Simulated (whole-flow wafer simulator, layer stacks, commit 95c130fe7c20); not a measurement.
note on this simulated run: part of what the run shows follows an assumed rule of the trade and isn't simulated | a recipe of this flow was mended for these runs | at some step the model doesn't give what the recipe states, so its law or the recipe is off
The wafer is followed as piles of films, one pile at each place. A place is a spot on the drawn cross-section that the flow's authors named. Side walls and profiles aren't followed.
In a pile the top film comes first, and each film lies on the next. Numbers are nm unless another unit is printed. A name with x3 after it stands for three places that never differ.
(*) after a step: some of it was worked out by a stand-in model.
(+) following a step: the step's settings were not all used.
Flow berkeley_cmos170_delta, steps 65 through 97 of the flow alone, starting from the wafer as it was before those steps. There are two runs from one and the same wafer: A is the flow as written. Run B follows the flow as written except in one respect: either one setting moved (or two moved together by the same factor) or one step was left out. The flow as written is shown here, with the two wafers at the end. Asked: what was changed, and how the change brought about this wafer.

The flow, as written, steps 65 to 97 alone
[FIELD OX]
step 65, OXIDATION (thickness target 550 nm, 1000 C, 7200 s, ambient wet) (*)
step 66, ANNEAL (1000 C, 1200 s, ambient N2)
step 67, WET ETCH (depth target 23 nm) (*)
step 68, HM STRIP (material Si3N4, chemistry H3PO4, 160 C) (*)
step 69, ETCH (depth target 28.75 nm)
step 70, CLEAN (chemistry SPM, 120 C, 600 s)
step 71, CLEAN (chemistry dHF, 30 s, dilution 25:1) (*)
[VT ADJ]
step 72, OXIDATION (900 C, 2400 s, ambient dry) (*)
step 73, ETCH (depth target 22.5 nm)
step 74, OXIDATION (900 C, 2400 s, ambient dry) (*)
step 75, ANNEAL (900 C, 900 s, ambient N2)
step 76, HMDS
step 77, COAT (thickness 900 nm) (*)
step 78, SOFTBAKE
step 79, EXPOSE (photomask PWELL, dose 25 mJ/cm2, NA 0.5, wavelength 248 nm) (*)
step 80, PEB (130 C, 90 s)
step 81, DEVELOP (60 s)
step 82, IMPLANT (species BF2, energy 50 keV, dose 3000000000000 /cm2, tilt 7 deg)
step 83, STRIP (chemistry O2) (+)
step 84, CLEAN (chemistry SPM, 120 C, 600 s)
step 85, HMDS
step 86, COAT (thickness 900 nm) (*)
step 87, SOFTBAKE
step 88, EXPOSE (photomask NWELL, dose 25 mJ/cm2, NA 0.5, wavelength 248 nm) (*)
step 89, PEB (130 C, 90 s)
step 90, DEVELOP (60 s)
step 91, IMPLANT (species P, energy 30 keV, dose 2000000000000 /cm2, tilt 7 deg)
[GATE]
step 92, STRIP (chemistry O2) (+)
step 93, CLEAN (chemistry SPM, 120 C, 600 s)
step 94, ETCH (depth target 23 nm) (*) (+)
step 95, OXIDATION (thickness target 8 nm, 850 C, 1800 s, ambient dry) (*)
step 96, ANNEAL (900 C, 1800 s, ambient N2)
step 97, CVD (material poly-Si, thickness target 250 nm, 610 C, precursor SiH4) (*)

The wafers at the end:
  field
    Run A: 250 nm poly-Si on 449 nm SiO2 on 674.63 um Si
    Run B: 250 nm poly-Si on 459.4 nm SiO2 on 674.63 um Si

Cause: step 69, ETCH: depth target 19.95 nm was run, though the flow has depth target 28.75 nm; step 71, CLEAN: 21 s was run, where the flow has 30 s.

Step by step, how the change led to this:
  step 69, ETCH (depth target 28.75 nm)
      field: A SiO2 loses 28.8 | B SiO2 loses 20
  step 71, CLEAN (chemistry dHF, 30 s, dilution 25:1) (*)
      field: A SiO2 loses 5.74 | B SiO2 loses 4.02
